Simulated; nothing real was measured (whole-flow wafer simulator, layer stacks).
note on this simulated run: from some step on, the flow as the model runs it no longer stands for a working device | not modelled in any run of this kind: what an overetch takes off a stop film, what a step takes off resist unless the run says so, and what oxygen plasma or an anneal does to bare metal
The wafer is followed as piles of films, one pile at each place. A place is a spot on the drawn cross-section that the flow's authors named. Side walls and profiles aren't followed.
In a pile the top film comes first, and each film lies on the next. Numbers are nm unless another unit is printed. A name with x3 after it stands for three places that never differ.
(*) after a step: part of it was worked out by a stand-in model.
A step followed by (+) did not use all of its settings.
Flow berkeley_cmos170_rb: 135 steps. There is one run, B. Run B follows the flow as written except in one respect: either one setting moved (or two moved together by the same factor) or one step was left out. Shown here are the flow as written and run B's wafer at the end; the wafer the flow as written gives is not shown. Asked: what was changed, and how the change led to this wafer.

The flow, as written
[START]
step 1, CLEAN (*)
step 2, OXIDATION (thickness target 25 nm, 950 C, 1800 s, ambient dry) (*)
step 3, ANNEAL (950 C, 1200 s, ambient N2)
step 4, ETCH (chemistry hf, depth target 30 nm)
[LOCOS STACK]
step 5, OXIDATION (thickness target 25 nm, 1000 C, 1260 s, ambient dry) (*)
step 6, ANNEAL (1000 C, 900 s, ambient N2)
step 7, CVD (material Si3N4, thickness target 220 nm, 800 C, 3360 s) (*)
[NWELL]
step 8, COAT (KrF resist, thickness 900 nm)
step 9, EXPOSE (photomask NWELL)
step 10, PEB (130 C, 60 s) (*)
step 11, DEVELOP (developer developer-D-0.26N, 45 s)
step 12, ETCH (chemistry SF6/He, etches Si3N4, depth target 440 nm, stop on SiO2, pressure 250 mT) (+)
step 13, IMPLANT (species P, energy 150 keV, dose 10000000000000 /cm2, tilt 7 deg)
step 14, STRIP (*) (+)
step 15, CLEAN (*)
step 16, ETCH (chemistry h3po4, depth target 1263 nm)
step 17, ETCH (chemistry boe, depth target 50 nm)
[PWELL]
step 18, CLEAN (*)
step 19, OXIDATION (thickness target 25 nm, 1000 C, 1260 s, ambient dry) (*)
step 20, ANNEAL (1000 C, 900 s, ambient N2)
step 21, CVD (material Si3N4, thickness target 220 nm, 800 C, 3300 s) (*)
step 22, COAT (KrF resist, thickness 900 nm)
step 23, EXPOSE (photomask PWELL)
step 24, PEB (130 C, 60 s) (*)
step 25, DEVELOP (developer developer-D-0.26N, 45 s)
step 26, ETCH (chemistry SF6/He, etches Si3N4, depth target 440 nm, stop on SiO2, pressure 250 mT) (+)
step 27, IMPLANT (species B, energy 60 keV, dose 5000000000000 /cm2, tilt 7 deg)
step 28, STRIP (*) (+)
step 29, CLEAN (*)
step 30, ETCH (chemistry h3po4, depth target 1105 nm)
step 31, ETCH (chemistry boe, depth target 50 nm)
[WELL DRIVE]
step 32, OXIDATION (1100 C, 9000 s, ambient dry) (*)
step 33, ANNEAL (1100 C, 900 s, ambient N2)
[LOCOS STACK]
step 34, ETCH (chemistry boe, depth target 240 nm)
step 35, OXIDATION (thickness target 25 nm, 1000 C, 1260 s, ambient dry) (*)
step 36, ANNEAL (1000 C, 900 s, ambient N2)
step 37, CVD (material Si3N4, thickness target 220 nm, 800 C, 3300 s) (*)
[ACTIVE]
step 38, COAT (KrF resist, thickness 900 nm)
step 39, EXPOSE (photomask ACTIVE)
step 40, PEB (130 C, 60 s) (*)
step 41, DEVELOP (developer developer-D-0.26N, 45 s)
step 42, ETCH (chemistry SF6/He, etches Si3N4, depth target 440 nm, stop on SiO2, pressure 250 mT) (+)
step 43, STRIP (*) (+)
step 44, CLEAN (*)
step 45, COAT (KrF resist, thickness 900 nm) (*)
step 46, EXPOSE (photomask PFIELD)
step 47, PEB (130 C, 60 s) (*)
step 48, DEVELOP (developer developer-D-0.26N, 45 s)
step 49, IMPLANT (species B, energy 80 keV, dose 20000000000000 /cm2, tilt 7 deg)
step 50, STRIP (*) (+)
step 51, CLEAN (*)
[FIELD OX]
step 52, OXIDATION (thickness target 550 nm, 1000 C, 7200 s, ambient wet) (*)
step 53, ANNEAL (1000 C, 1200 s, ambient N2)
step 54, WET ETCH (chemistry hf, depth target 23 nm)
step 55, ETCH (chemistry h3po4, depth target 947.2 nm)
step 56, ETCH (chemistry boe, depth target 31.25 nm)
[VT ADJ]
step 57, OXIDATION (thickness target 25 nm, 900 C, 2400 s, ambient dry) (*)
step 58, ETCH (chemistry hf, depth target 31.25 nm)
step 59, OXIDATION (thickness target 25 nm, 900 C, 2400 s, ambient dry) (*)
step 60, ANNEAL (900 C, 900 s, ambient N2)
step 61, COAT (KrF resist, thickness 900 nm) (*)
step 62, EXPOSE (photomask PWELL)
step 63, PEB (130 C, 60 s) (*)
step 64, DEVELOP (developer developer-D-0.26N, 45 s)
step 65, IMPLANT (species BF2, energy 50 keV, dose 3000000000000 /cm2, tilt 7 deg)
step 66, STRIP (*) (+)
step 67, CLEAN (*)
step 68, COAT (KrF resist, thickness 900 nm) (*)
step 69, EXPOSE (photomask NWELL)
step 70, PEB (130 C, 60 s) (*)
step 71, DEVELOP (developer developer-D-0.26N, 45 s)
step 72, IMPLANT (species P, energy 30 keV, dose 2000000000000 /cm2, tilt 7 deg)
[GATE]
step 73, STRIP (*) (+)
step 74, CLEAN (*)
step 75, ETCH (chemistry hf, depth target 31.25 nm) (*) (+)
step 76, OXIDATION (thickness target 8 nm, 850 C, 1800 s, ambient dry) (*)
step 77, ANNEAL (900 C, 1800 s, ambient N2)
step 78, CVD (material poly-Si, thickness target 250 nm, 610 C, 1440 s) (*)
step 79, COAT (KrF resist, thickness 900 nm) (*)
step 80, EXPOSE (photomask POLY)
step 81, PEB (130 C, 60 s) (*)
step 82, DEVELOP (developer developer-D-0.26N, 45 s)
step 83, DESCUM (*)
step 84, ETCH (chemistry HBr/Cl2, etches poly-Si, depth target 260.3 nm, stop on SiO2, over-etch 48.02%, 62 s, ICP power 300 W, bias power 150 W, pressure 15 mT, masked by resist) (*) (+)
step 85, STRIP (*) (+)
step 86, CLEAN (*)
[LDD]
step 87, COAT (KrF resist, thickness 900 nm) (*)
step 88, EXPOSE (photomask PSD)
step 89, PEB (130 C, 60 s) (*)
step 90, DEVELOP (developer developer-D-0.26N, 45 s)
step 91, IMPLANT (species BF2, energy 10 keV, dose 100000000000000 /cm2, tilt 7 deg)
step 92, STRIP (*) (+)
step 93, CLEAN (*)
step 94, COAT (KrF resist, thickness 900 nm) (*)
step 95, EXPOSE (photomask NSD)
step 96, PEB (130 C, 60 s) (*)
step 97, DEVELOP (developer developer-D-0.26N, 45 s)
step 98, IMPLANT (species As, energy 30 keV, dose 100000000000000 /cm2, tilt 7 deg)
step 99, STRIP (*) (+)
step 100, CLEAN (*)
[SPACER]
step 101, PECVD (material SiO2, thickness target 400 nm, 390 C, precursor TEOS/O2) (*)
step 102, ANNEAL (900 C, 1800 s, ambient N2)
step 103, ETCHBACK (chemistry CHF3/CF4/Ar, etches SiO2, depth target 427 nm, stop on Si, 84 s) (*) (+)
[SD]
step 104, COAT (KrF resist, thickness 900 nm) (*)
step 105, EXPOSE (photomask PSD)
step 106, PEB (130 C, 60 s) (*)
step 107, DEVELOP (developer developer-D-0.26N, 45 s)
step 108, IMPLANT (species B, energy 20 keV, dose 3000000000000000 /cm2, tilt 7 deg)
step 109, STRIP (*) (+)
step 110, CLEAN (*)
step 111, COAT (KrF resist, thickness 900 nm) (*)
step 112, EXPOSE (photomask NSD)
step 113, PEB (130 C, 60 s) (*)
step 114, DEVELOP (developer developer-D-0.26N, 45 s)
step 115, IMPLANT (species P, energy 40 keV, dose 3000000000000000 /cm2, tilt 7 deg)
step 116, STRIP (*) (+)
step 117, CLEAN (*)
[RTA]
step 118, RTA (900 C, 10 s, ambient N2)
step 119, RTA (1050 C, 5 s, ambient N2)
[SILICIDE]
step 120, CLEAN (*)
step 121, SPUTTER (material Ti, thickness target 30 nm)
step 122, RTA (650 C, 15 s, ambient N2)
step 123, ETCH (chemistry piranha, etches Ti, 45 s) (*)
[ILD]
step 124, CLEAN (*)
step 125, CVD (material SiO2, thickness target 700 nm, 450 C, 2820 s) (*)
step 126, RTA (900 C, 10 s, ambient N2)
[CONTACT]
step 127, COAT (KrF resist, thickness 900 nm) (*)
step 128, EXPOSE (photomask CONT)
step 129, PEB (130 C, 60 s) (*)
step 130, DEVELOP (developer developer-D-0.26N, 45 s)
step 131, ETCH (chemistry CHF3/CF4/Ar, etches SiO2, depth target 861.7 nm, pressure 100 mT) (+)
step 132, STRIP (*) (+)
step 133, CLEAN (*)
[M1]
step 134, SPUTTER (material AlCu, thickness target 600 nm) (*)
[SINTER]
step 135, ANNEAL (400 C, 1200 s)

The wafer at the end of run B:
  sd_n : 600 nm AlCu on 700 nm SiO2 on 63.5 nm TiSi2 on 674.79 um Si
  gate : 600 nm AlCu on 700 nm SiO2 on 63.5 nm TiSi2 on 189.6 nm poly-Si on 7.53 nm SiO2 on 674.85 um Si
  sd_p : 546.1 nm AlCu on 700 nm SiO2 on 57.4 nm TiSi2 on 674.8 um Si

Cause: step 121, SPUTTER: thickness target 34 nm was run, while the flow as written has thickness target 30 nm.

How this came from the change, step by step:
  step 121, SPUTTER (material Ti, thickness target 30 nm)
      field, sd_n, spacer_n, gate, spacer_p, gate_p, contact, m1: Ti gains 34 (new film) (it would be, as written: Ti gains 30 (new film))
      sd_p: Ti gains 30.7 (new film) (it would be, as written: Ti gains 27.1 (new film))
  step 122, RTA (650 C, 15 s, ambient N2)
      sd_n, contact, m1: Ti loses 26.5, TiSi first gains 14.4 (new film), TiSi2 C49 gains 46 (new film), Si loses 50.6 (it would be, as written: Ti loses 23.4, TiSi first gains 6.2 (new film), TiSi2 C49 gains 50.3 (new film), Si loses 49)
      gate, gate_p: Ti loses 26.5, TiSi first gains 14.4 (new film), TiSi2 C49 gains 46 (new film), poly-Si loses 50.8 (it would be, as written: Ti loses 23.4, TiSi first gains 6.2 (new film), TiSi2 C49 gains 50.3 (new film), poly-Si loses 49.2)
      (as well as at 1 more place)
  step 123, ETCH (chemistry piranha, etches Ti, 45 s) (*)
      sd_n, gate, gate_p, contact, m1: Ti loses 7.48 (all of it) (it would be, as written: Ti loses 6.6 (all of it))
      field, spacer_n, spacer_p: Ti loses 34 (all of it) (it would be, as written: Ti loses 30 (all of it))
      (as well as at 1 more place)
  step 126, RTA (900 C, 10 s, ambient N2)
      sd_n, contact, m1: under 1 film: TiSi2 gains 63.5 (new film), TiSi first loses 14.4 (all of it), TiSi2 C49 loses 46 (all of it), Si loses 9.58 (it would be, as written: under 1 film: TiSi2 gains 56 (new film), TiSi first loses 6.2 (all of it), TiSi2 C49 loses 50.3 (all of it), Si loses 4.12)
      gate, gate_p: under 1 film: TiSi2 gains 63.5 (new film), TiSi first loses 14.4 (all of it), TiSi2 C49 loses 46 (all of it), poly-Si loses 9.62 (it would be, as written: under 1 film: TiSi2 gains 56 (new film), TiSi first loses 6.2 (all of it), TiSi2 C49 loses 50.3 (all of it), poly-Si loses 4.13)
      (as well as at 1 more place)
